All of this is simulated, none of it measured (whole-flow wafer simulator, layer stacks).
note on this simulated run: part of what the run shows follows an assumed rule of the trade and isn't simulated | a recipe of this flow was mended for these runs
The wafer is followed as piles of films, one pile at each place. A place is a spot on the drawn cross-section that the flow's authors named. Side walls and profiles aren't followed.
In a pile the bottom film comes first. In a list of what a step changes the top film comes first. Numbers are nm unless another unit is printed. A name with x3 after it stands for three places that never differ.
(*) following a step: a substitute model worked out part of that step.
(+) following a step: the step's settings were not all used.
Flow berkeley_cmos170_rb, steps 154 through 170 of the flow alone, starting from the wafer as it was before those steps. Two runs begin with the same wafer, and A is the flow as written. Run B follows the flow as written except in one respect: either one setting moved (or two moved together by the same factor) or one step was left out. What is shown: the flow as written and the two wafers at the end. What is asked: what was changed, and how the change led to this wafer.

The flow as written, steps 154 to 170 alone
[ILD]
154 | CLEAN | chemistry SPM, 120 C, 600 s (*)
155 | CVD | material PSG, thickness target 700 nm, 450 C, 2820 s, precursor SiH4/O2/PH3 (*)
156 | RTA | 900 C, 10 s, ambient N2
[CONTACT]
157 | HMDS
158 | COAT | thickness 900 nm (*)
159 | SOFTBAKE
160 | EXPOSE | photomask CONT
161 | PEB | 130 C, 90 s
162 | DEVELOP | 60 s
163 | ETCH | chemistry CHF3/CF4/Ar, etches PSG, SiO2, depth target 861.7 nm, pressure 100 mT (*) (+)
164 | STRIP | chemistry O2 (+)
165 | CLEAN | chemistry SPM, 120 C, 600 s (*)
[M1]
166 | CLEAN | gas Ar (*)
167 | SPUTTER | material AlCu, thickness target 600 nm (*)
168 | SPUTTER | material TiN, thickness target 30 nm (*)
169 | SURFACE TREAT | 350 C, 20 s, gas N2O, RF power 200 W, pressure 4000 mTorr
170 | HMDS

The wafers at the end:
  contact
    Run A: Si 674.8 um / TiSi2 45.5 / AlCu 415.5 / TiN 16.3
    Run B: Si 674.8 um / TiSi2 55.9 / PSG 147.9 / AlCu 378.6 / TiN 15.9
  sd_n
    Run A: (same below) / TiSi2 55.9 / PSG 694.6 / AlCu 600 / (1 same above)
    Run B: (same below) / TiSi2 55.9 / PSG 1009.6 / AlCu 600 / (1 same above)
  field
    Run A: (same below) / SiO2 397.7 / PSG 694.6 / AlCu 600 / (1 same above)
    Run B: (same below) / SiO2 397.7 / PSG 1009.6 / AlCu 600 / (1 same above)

Cause: step 155, CVD: thickness target 1015 nm was run, whereas the flow has thickness target 700 nm; step 155, CVD: 4089 s was run, where the flow has 2820 s.

How this came from the change, step by step:
  155 | CVD | material PSG, thickness target 700 nm, 450 C, 2820 s, precursor SiH4/O2/PH3 (*)
      field, sd_n, spacer_n, gate, spacer_p, gate_p, contact, m1: A +700 PSG (new film) | B +1015 PSG (new film)
      sd_p: A +664.1 PSG (new film) | B +1015 PSG (new film)
  158 | COAT | thickness 900 nm (*)
      sd_p: A +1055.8 KrF-resist (new film) | B +1031.7 KrF-resist (new film)
  163 | ETCH | chemistry CHF3/CF4/Ar, etches PSG, SiO2, depth target 861.7 nm, pressure 100 mT (*) (+)
      contact: A -700 PSG (all of it), -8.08 TiSi2 | B -861.7 PSG
  164 | STRIP | chemistry O2 (+)
      sd_p: A -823 KrF-resist (all of it) | B -799 KrF-resist (all of it)
  166 | CLEAN | gas Ar (*)
      contact: A -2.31 TiSi2 | B -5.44 PSG
  167 | SPUTTER | material AlCu, thickness target 600 nm (*)
      sd_p: A +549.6 AlCu (new film) | B +565.6 AlCu (new film)
      contact: A +415.5 AlCu (new film) | B +378.6 AlCu (new film)
  168 | SPUTTER | material TiN, thickness target 30 nm (*)
      sd_p: A +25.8 TiN (new film) | B +26.7 TiN (new film)
